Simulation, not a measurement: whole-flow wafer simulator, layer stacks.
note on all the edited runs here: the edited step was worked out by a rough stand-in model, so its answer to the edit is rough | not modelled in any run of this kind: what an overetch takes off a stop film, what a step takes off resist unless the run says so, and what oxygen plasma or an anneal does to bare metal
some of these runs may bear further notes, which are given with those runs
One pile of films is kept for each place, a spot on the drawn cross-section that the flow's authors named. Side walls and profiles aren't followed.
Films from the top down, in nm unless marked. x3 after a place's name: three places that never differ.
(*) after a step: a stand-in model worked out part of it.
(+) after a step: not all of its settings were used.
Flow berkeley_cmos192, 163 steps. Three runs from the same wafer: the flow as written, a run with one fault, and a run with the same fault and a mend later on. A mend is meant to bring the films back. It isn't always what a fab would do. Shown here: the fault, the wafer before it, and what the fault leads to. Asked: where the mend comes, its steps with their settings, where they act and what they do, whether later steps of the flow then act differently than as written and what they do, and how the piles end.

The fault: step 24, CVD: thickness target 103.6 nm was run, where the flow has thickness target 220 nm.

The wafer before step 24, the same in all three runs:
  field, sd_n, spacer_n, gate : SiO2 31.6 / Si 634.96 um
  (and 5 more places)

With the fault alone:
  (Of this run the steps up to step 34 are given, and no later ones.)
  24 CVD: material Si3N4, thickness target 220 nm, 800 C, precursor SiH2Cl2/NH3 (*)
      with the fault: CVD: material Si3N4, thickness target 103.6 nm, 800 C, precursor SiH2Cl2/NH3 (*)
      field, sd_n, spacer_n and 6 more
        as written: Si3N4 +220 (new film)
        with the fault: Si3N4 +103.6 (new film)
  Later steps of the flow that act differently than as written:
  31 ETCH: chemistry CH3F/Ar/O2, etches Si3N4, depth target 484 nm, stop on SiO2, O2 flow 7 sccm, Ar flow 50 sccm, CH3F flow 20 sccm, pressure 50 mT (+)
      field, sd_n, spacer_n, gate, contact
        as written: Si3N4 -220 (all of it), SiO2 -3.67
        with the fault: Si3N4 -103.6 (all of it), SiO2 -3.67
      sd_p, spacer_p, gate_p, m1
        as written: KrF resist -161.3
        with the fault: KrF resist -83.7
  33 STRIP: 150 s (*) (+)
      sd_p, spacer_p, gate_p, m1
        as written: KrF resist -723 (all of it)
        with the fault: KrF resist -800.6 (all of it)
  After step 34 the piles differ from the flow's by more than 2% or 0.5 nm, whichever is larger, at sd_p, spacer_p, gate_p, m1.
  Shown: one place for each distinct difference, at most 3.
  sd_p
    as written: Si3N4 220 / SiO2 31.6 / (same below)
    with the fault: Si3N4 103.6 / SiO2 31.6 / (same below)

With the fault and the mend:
  The mend comes after step 24.
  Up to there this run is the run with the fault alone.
  24a ETCH: chemistry h3po4, depth target 119.1 nm
      field, sd_n, spacer_n and 6 more
        Si3N4 -103.6 (all of it)
  24b CLEAN: chemistry SPM (the flow's step 17 once more)
      changes no film at any place that is followed
  24c CVD: material Si3N4, thickness target 220 nm, 800 C, precursor SiH2Cl2/NH3 (*) (the flow's step 24 once more)
      field, sd_n, spacer_n and 6 more
        Si3N4 +220 (new film)
  No later step of the flow acts differently than as written at any place that is followed.
  At the end the piles are the same as the flow's at every place that both follow.
